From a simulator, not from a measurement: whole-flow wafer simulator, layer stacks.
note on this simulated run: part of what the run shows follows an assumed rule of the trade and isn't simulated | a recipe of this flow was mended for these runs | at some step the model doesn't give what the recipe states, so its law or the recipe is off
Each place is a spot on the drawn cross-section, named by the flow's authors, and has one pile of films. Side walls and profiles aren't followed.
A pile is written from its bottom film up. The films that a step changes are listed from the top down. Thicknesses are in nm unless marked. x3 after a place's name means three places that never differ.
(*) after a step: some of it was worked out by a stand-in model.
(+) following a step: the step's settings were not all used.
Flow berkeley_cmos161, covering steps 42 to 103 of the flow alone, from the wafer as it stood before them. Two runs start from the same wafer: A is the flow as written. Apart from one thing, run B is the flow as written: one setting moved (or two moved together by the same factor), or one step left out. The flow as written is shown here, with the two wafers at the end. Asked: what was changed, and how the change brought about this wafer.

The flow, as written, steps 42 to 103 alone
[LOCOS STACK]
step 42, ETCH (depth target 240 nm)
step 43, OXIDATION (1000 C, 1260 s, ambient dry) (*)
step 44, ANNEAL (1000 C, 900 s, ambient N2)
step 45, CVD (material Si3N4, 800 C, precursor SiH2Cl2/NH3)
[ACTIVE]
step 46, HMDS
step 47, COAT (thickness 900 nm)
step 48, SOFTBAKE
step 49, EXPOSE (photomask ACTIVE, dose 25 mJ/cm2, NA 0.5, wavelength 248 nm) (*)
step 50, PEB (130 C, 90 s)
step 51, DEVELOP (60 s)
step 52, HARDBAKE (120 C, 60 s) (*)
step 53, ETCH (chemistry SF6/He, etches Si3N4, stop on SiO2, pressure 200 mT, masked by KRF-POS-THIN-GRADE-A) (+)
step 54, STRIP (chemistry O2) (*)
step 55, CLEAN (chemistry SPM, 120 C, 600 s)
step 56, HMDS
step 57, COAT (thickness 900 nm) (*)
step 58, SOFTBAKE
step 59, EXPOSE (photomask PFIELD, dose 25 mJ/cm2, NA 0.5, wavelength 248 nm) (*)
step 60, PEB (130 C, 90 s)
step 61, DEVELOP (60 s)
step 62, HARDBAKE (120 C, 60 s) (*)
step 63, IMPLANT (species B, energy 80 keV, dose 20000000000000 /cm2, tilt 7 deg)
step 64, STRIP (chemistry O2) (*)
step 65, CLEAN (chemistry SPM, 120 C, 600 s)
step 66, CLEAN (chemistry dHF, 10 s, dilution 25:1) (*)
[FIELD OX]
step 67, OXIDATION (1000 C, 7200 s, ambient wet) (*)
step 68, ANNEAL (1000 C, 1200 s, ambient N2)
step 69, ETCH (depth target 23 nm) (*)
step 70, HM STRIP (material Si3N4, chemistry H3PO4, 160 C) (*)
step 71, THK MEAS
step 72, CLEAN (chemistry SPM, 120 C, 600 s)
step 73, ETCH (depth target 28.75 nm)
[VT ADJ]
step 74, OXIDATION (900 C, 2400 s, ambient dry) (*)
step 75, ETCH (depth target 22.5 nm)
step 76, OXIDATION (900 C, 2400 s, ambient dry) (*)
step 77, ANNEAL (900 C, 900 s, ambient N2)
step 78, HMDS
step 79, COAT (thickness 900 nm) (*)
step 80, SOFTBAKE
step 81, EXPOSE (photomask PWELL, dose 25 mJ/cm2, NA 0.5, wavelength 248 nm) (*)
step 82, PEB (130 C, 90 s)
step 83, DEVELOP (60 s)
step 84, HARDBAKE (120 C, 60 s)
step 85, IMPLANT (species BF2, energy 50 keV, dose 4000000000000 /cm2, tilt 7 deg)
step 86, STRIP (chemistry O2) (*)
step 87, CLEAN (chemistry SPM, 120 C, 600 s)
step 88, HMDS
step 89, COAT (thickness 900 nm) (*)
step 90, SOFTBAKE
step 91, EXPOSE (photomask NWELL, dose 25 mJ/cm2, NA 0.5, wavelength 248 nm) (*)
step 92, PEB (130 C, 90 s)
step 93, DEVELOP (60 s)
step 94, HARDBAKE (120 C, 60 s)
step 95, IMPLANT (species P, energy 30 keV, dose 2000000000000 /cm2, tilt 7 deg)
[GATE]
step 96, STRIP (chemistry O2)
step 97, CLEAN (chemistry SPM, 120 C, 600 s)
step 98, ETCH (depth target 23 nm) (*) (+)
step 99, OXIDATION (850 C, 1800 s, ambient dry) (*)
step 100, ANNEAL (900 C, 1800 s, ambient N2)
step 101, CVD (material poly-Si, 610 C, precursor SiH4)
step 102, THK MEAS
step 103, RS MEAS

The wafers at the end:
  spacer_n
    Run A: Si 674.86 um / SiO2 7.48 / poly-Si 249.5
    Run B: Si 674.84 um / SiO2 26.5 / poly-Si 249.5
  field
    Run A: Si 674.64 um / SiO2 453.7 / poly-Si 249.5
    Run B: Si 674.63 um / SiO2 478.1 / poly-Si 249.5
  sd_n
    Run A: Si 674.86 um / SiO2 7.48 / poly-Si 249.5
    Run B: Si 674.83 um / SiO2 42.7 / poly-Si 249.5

Cause: step 43, OXIDATION: 1188 C was run, while the flow as written has 1000 C.

The path from the change to this, step by step:
  step 43, OXIDATION (1000 C, 1260 s, ambient dry) (*)
      field, sd_n, spacer_n and 6 more: A SiO2 gains 26.6 (new film), Si loses 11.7 | B SiO2 gains 95.7 (new film), Si loses 42.1
  step 67, OXIDATION (1000 C, 7200 s, ambient wet) (*)
      gate_n, gate_p, m1: A SiO2 gains 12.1 (new film), Si3N4 loses 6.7 | B SiO2 gains 12.1 (new film), Si3N4 loses 6.7, SiO2 gains 0.17
      spacer_n, spacer_p: A SiO2 gains 12.1 (new film), Si3N4 loses 6.7 | B SiO2 gains 12.1 (new film), Si3N4 loses 6.7, SiO2 gains 0.23, Si loses 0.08
      (as well as at 4 more places)
  step 73, ETCH (depth target 28.75 nm)
      gate_n, gate_p, contact, m1: A SiO2 loses 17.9 (all of it) | B SiO2 loses 28.8
      sd_n, sd_p: A SiO2 loses 18.1 (all of it) | B SiO2 loses 28.8
      (as well as at 2 more places)
  step 74, OXIDATION (900 C, 2400 s, ambient dry) (*)
      gate_n, gate_p, m1: A SiO2 gains 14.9 (new film), Si loses 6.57 | B SiO2 gains 5.33, Si loses 2.35
      spacer_n, spacer_p: A SiO2 gains 14.9 (new film), Si loses 6.57 | B SiO2 gains 5.33, Si loses 2.34
      (as well as at 3 more places)
  step 75, ETCH (depth target 22.5 nm)
      sd_n, spacer_n, gate_n, sd_p, spacer_p, gate_p, contact, m1: A SiO2 loses 14.9 (all of it) | B SiO2 loses 22.5
  step 76, OXIDATION (900 C, 2400 s, ambient dry) (*)
      spacer_n, gate_n, spacer_p, gate_p, m1: A SiO2 gains 14.9 (new film), Si loses 6.57 | B SiO2 gains 5.88, Si loses 2.59
      sd_n: A SiO2 gains 14.9 (new film), Si loses 6.57 | B SiO2 gains 5.33, Si loses 2.35
      (as well as at 2 more places)
  step 98, ETCH (depth target 23 nm) (*) (+)
      sd_n, spacer_n, gate_n, sd_p, spacer_p, gate_p, contact, m1: A SiO2 loses 14.9 (all of it) | B SiO2 loses 23
  step 99, OXIDATION (850 C, 1800 s, ambient dry) (*)
      gate_n, gate_p, m1: A SiO2 gains 7.48 (new film), Si loses 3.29 | B SiO2 gains 2.36, Si loses 1.04
      sd_n, sd_p: A SiO2 gains 7.48 (new film), Si loses 3.29 | B SiO2 gains 1.95, Si loses 0.86
      (as well as at 3 more places)
